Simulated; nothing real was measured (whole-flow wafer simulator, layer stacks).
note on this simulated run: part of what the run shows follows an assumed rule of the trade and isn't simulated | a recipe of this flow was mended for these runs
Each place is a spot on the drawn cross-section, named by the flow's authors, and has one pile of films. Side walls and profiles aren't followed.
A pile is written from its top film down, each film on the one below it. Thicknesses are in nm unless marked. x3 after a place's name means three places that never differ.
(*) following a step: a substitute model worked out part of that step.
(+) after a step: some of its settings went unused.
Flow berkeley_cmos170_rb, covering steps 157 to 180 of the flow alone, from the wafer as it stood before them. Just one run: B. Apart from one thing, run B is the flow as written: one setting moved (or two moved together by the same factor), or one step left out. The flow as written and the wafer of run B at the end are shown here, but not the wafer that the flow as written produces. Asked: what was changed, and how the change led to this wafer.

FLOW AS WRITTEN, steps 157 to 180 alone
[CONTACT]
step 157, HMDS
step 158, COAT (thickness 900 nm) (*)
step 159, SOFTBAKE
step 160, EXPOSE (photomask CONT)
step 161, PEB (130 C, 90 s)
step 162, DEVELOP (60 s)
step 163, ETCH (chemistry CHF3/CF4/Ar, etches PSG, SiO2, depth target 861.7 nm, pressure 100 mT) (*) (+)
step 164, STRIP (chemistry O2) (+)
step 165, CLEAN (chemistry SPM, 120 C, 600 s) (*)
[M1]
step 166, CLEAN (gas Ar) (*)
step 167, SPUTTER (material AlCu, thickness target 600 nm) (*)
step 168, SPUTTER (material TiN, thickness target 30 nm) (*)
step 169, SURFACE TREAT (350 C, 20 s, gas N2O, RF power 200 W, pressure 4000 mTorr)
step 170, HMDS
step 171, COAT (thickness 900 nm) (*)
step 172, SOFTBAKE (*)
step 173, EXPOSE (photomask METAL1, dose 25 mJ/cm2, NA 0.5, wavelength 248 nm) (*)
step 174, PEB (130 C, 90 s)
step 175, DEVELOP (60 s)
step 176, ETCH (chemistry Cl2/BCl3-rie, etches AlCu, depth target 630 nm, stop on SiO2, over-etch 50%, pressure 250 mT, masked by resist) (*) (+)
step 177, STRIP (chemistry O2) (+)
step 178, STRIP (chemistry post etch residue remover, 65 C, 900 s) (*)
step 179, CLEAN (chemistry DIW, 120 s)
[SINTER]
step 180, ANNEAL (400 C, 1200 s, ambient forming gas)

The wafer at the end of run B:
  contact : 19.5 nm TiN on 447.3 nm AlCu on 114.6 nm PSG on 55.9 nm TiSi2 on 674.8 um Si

Cause: step 163, ETCH: depth target 580 nm was run, though the flow has depth target 861.7 nm.

Step by step, how the change led to this:
  step 163, ETCH (chemistry CHF3/CF4/Ar, etches PSG, SiO2, depth target 861.7 nm, pressure 100 mT) (*) (+)
      contact: -580 PSG (in the flow as written it would be: -700 PSG (all of it), -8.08 TiSi2)
      field, sd_n, spacer_n, gate, sd_p, spacer_p, gate_p, m1: -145 KrF-resist (in the flow as written it would be: -215.4 KrF-resist)
  step 164, STRIP (chemistry O2) (+)
      field: -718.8 KrF-resist (all of it) (in the flow as written it would be: -648.4 KrF-resist (all of it))
      sd_n: -842.9 KrF-resist (all of it) (in the flow as written it would be: -772.5 KrF-resist (all of it))
      (and at 6 other places as well)
  step 166, CLEAN (gas Ar) (*)
      contact: -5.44 PSG (in the flow as written it would be: -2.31 TiSi2)
  step 167, SPUTTER (material AlCu, thickness target 600 nm) (*)
      contact: +447.3 AlCu (new film) (in the flow as written it would be: +415.5 AlCu (new film))
  step 168, SPUTTER (material TiN, thickness target 30 nm) (*)
      contact: +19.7 TiN (new film) (in the flow as written it would be: +16.3 TiN (new film))
  step 171, COAT (thickness 900 nm) (*)
      sd_n: +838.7 KrF-resist (new film) (in the flow as written it would be: +804.8 KrF-resist (new film))
      contact: +1498.4 KrF-resist (new film) (in the flow as written it would be: +1612.7 KrF-resist (new film))
      (and at 1 other place as well)
  step 175, DEVELOP (60 s)
      sd_n: -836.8 KrF-resist (all of it) (in the flow as written it would be: -803 KrF-resist (all of it))
  step 177, STRIP (chemistry O2) (+)
      contact: -1007.3 KrF-resist (all of it) (in the flow as written it would be: -1121.3 KrF-resist (all of it))
      m1: -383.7 KrF-resist (all of it) (in the flow as written it would be: -361.6 KrF-resist (all of it))
